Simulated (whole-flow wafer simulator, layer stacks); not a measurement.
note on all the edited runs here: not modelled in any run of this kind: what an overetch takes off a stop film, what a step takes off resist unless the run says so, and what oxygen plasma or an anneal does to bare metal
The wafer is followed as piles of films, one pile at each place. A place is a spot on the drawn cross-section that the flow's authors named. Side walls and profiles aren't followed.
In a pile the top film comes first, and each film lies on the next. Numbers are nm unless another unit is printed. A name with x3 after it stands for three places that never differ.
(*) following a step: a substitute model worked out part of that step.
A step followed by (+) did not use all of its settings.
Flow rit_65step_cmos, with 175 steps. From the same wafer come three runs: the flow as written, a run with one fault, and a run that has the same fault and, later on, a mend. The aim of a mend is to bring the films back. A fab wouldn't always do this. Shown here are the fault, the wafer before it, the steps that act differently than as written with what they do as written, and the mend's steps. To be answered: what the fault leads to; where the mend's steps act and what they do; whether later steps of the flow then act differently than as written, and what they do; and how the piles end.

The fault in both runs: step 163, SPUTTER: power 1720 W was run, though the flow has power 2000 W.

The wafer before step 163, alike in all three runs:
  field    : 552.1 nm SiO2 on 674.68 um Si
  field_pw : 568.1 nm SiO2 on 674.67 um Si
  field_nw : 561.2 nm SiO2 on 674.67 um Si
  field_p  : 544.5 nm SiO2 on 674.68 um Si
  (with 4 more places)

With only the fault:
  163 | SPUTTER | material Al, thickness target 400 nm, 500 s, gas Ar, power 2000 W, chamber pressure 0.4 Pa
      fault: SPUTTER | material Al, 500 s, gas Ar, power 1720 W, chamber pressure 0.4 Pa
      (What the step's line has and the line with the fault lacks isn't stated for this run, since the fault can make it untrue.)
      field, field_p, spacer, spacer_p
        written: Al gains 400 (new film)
        fault: Al gains 344 (new film)
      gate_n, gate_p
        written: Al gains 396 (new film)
        fault: Al gains 344 (new film)
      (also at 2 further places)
  Steps further on in the flow that do not act as written (3 more steps, not shown, differ only slightly: by at most 2% or 0.5 nm, whichever is larger):
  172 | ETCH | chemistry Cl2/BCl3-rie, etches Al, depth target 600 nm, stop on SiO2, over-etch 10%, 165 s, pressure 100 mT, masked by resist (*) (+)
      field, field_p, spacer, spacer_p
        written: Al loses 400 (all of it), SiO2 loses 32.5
        fault: Al loses 344 (all of it), SiO2 loses 39.5
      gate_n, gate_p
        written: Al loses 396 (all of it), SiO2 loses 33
        fault: Al loses 344 (all of it), SiO2 loses 39.5
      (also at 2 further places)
  When the end is reached, the piles differ only a little from the flow's at the places that both follow, at most by 2% or 0.5 nm, whichever is larger.

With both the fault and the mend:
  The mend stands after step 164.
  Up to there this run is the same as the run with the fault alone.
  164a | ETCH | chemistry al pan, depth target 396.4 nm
      field, field_p, gate_n, gate_p, spacer, spacer_p
        Al loses 344 (all of it)
      field_pw
        Al loses 342.7 (all of it)
      field_nw
        Al loses 343.3 (all of it)
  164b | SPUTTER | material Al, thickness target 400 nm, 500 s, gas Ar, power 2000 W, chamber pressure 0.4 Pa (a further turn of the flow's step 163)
      field, field_pw, field_p, spacer, spacer_p
        Al gains 400 (new film)
      gate_n, gate_p
        Al gains 396 (new film)
      field_nw
        Al gains 397.2 (new film)
  Later steps of the flow that are run all act as written at every place that is followed.
  The piles end the same as the flow's at every place that both follow.
